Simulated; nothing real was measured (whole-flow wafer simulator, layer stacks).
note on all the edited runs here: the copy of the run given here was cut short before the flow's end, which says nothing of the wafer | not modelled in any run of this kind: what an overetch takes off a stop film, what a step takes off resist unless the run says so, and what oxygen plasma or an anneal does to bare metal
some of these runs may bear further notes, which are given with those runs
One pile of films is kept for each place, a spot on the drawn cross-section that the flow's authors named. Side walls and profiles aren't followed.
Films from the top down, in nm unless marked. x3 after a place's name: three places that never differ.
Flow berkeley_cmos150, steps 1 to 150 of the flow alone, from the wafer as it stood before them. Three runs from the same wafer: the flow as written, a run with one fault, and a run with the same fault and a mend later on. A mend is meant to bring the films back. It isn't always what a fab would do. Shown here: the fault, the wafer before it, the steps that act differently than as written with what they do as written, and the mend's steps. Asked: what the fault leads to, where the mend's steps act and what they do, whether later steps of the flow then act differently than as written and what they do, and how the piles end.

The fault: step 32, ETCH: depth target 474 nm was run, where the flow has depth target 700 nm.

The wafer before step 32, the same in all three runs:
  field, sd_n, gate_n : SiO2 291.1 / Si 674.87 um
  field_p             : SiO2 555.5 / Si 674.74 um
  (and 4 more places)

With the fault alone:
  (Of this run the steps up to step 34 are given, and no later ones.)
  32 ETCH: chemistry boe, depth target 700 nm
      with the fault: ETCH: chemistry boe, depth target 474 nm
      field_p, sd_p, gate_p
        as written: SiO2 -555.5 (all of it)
        with the fault: SiO2 -474
  Later steps of the flow that act differently than as written:
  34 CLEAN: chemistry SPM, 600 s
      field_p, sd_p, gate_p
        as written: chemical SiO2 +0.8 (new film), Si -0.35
        with the fault: nothing
  After step 34 the piles differ from the flow's by more than 2% or 0.5 nm, whichever is larger, at field_p, sd_p, gate_p.
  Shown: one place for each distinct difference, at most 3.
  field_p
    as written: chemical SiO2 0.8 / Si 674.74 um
    with the fault: SiO2 81.5 / Si 674.74 um

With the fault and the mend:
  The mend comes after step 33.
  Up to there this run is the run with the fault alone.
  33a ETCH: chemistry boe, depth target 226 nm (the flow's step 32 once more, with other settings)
      field_p, sd_p, gate_p
        SiO2 -81.5 (all of it)
  No later step of the flow acts differently than as written at any place that is followed.
  At the end the piles are the same as the flow's at every place that both follow.
